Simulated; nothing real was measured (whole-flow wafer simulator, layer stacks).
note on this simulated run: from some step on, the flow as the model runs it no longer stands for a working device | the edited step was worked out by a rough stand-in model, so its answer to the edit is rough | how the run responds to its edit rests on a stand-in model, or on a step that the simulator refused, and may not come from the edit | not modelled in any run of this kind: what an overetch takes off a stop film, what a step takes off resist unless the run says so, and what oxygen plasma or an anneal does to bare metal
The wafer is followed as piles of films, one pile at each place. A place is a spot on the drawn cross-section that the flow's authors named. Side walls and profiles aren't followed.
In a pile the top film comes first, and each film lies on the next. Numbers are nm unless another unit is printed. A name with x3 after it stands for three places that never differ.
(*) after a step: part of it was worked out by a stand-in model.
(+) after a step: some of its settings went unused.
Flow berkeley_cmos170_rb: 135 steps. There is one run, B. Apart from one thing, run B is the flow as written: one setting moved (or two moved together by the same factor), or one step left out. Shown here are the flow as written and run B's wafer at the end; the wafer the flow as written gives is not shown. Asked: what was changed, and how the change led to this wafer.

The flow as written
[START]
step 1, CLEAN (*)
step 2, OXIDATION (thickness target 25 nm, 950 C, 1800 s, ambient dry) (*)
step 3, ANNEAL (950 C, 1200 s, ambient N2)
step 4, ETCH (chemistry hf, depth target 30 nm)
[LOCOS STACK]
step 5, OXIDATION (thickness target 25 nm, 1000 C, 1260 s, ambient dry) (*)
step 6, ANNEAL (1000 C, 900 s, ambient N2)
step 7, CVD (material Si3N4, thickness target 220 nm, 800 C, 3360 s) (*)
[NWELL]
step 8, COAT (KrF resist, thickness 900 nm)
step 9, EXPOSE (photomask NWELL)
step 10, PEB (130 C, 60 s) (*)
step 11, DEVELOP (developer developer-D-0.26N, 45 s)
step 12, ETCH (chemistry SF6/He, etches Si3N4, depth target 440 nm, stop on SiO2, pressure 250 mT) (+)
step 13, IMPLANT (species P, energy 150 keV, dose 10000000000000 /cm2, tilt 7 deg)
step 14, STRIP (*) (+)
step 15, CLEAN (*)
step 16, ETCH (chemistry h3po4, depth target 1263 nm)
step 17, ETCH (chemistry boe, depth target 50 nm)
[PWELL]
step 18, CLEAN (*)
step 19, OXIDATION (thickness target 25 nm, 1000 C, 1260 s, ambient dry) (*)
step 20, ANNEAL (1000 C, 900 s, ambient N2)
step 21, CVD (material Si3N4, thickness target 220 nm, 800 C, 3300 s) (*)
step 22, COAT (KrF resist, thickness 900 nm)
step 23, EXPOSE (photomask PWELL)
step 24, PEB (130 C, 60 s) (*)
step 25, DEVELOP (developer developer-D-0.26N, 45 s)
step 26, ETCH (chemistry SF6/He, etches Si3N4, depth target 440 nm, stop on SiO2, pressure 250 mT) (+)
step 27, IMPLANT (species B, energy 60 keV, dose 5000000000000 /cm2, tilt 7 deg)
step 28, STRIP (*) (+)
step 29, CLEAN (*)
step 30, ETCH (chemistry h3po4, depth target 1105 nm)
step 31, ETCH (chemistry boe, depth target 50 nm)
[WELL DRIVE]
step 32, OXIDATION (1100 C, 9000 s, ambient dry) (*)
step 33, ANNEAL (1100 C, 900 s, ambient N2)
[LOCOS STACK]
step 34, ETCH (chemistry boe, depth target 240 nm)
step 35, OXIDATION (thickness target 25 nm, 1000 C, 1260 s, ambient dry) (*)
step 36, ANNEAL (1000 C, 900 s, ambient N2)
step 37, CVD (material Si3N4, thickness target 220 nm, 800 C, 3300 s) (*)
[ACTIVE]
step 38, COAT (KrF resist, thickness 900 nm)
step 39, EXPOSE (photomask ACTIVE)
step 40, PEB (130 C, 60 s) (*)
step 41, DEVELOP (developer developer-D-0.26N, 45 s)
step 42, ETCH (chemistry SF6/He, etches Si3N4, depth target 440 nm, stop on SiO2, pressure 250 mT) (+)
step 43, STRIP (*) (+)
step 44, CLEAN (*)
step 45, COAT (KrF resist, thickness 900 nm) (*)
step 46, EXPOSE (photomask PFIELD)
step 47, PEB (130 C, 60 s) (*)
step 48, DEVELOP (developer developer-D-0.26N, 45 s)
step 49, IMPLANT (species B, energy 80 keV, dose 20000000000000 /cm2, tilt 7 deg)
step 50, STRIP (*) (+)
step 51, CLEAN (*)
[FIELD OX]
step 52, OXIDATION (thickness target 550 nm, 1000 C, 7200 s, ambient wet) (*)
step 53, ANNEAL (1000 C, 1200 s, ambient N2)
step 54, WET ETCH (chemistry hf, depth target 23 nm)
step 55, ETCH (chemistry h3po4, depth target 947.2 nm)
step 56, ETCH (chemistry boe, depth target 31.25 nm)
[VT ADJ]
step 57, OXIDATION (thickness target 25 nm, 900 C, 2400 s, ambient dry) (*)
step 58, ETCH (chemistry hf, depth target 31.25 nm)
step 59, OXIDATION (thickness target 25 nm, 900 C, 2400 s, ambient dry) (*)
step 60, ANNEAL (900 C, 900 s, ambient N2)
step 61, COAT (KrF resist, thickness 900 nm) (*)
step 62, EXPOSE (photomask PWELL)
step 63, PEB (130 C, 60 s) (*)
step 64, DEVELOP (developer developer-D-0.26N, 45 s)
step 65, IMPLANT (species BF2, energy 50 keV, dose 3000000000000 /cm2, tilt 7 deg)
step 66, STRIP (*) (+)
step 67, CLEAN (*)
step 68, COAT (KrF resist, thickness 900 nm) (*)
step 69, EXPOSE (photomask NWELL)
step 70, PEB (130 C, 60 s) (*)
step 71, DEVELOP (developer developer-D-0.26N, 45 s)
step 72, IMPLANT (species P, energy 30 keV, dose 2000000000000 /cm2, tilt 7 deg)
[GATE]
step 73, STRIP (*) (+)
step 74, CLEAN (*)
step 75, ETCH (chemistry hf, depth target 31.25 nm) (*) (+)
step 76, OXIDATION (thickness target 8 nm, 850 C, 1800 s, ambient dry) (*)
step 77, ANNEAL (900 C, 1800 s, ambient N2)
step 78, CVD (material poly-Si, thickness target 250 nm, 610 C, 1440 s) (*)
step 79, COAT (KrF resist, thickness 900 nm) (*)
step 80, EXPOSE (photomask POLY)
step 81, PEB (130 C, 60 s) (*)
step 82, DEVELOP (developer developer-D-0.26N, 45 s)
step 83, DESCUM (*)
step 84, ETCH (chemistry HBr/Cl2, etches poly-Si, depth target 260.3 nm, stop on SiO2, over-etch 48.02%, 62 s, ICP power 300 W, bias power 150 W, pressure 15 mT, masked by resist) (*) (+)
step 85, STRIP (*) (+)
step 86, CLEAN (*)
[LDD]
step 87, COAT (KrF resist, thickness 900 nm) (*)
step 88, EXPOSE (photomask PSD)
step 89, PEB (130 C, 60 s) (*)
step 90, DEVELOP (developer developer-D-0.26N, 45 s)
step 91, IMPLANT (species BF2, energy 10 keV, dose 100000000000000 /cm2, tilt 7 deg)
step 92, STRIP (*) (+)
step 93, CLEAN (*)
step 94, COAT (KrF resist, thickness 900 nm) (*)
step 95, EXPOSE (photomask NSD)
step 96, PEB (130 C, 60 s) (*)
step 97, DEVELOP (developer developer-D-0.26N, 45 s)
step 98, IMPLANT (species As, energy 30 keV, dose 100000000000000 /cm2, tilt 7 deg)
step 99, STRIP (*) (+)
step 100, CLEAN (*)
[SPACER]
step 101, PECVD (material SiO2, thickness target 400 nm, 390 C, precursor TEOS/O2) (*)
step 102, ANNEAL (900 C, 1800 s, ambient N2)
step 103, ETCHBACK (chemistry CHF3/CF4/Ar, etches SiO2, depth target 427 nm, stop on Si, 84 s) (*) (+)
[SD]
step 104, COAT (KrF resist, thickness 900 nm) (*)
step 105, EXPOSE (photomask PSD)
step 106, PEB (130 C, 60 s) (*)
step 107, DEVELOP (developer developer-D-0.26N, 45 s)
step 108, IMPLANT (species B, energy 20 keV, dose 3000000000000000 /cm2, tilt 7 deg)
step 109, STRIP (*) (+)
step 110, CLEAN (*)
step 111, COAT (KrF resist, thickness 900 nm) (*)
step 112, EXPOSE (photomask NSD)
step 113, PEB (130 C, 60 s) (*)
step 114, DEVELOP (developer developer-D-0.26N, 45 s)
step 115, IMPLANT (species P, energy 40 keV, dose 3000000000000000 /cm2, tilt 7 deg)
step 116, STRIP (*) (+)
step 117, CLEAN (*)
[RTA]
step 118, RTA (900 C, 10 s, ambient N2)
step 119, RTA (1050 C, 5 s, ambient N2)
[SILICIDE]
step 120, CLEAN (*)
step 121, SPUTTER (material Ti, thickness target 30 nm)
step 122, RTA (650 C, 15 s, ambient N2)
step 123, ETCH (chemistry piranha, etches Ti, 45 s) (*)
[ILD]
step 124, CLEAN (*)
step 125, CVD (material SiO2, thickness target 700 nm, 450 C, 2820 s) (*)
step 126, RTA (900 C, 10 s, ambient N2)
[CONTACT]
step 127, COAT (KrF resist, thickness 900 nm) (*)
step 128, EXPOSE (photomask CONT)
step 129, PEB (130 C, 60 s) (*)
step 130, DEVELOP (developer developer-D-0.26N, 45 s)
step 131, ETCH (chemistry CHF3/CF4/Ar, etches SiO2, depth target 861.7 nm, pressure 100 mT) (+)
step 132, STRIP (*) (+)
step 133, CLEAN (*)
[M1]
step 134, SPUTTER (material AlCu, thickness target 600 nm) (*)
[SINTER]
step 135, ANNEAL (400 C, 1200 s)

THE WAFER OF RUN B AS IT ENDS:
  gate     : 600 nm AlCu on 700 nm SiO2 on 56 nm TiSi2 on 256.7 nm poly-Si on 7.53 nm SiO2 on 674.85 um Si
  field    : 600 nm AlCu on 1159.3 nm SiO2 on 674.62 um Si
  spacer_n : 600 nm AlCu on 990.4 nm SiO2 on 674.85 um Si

Cause: step 78, CVD: thickness target 310 nm was run, while the flow as written has thickness target 250 nm; step 78, CVD: 1787 s was run, where the flow has 1440 s.

Step by step, how the change led to this:
  step 78, CVD (material poly-Si, thickness target 250 nm, 610 C, 1440 s) (*)
      field, sd_n, spacer_n and 6 more: +310 poly-Si (new film) (it would be, as written: +250 poly-Si (new film))
  step 84, ETCH (chemistry HBr/Cl2, etches poly-Si, depth target 260.3 nm, stop on SiO2, over-etch 48.02%, 62 s, ICP power 300 W, bias power 150 W, pressure 15 mT, masked by resist) (*) (+)
      field, sd_n, spacer_n, sd_p, spacer_p, contact, m1: -310 poly-Si (all of it), -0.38 SiO2 (it would be, as written: -250 poly-Si (all of it), -1.42 SiO2)
  step 87, COAT (KrF resist, thickness 900 nm) (*)
      gate: +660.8 KrF resist (new film) (it would be, as written: +706 KrF resist (new film))
      gate_p: +661.5 KrF resist (new film) (it would be, as written: +706.3 KrF resist (new film))
  step 90, DEVELOP (developer developer-D-0.26N, 45 s)
      gate_p: -661.5 KrF resist (all of it) (it would be, as written: -706.3 KrF resist (all of it))
  step 92, STRIP (*) (+)
      gate: -646.6 KrF resist (all of it) (it would be, as written: -691.8 KrF resist (all of it))
  step 94, COAT (KrF resist, thickness 900 nm) (*)
      gate: +660.8 KrF resist (new film) (it would be, as written: +706 KrF resist (new film))
      gate_p: +661.5 KrF resist (new film) (it would be, as written: +706.3 KrF resist (new film))
  step 97, DEVELOP (developer developer-D-0.26N, 45 s)
      gate: -660.8 KrF resist (all of it) (it would be, as written: -706 KrF resist (all of it))
  step 99, STRIP (*) (+)
      gate_p: -647.2 KrF resist (all of it) (it would be, as written: -692.1 KrF resist (all of it))
  step 103, ETCHBACK (chemistry CHF3/CF4/Ar, etches SiO2, depth target 427 nm, stop on Si, 84 s) (*) (+)
      spacer_n: -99 SiO2 (it would be, as written: -157.9 SiO2)
      spacer_p: -98.9 SiO2 (it would be, as written: -157.9 SiO2)
  step 104, COAT (KrF resist, thickness 900 nm) (*)
      spacer_n: +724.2 KrF resist (new film) (it would be, as written: +766.3 KrF resist (new film))
      gate: +701.1 KrF resist (new film) (it would be, as written: +742.1 KrF resist (new film))
      (as well as at 2 more places)
  step 107, DEVELOP (developer developer-D-0.26N, 45 s)
      spacer_p: -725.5 KrF resist (all of it) (it would be, as written: -767.7 KrF resist (all of it))
      gate_p: -702.1 KrF resist (all of it) (it would be, as written: -743.2 KrF resist (all of it))
  step 109, STRIP (*) (+)
      spacer_n: -710 KrF resist (all of it) (it would be, as written: -752.1 KrF resist (all of it))
      gate: -686.9 KrF resist (all of it) (it would be, as written: -727.9 KrF resist (all of it))
  step 111, COAT (KrF resist, thickness 900 nm) (*)
      spacer_n: +724.2 KrF resist (new film) (it would be, as written: +766.3 KrF resist (new film))
      gate: +701.1 KrF resist (new film) (it would be, as written: +742.1 KrF resist (new film))
      (as well as at 2 more places)
  step 114, DEVELOP (developer developer-D-0.26N, 45 s)
      spacer_n: -724.2 KrF resist (all of it) (it would be, as written: -766.3 KrF resist (all of it))
      gate: -701.1 KrF resist (all of it) (it would be, as written: -742.1 KrF resist (all of it))
  step 116, STRIP (*) (+)
      spacer_p: -711.3 KrF resist (all of it) (it would be, as written: -753.5 KrF resist (all of it))
      gate_p: -687.9 KrF resist (all of it) (it would be, as written: -729 KrF resist (all of it))
  step 127, COAT (KrF resist, thickness 900 nm) (*)
      spacer_n: +792.4 KrF resist (new film) (it would be, as written: +819.8 KrF resist (new film))
      gate: +775.2 KrF resist (new film) (it would be, as written: +798.4 KrF resist (new film))
      (as well as at 3 more places)
  step 132, STRIP (*) (+)
      field: -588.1 KrF resist (all of it) (it would be, as written: -575.3 KrF resist (all of it))
      spacer_n: -562.8 KrF resist (all of it) (it would be, as written: -590.2 KrF resist (all of it))
      (as well as at 4 more places)
